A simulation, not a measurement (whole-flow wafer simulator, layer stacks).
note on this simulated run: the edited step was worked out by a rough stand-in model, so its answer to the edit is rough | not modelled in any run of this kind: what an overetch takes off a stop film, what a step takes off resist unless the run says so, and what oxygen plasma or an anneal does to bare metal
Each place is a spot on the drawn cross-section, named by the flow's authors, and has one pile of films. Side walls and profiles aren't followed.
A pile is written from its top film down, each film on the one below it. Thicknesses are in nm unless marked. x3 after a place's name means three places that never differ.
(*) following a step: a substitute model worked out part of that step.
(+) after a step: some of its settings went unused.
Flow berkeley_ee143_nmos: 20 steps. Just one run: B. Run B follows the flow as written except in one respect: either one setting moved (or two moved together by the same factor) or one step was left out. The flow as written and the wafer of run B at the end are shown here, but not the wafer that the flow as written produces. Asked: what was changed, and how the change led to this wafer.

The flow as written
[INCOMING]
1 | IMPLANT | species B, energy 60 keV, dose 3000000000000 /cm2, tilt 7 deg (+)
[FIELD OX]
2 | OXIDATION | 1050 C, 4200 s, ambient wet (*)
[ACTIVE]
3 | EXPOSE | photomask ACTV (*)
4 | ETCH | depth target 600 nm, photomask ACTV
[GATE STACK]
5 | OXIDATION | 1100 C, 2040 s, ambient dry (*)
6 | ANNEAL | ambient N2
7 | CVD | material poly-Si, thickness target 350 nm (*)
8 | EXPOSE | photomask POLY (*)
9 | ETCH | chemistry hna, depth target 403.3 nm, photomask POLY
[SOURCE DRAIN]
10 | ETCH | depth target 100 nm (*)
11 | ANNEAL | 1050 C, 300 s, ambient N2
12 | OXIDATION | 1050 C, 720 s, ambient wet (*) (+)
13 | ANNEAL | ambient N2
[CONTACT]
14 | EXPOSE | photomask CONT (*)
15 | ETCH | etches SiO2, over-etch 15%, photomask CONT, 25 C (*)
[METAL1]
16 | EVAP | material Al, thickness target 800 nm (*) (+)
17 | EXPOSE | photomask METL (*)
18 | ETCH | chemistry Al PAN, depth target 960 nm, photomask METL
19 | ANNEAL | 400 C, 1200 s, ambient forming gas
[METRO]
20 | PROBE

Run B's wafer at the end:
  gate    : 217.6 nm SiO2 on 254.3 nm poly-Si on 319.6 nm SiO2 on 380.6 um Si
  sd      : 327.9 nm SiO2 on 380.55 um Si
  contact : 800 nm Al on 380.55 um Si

Cause: step 2, OXIDATION: 1181 C was run, though the flow has 1050 C.

Step by step, how the change led to this:
  2 | OXIDATION | 1050 C, 4200 s, ambient wet (*)
      gate, sd, contact, field: +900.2 SiO2 (new film), -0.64 chemical SiO2 (all of it), -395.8 Si (in the flow as written it would be: +566.4 SiO2 (new film), -0.64 chemical SiO2 (all of it), -248.9 Si)
  4 | ETCH | depth target 600 nm, photomask ACTV
      gate, sd, contact: -600 SiO2 (in the flow as written it would be: -566.4 SiO2 (all of it))
  5 | OXIDATION | 1100 C, 2040 s, ambient dry (*)
      gate, sd, contact: +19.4 SiO2, -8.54 Si (in the flow as written it would be: +79.7 SiO2 (new film), -35.1 Si)
      field: +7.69 SiO2, -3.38 Si (in the flow as written it would be: +11.6 SiO2, -5.1 Si)
  10 | ETCH | depth target 100 nm (*)
      sd, contact: -100 SiO2 (in the flow as written it would be: -79.7 SiO2 (all of it))
  12 | OXIDATION | 1050 C, 720 s, ambient wet (*) (+)
      sd, contact: +108.3 SiO2, -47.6 Si (in the flow as written it would be: +189.4 SiO2 (new film), -83.4 Si)
      field: +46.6 SiO2, -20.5 Si (in the flow as written it would be: +69.1 SiO2, -30.4 Si)
  15 | ETCH | etches SiO2, over-etch 15%, photomask CONT, 25 C (*)
      contact: -327.9 SiO2 (all of it) (in the flow as written it would be: -189.4 SiO2 (all of it))
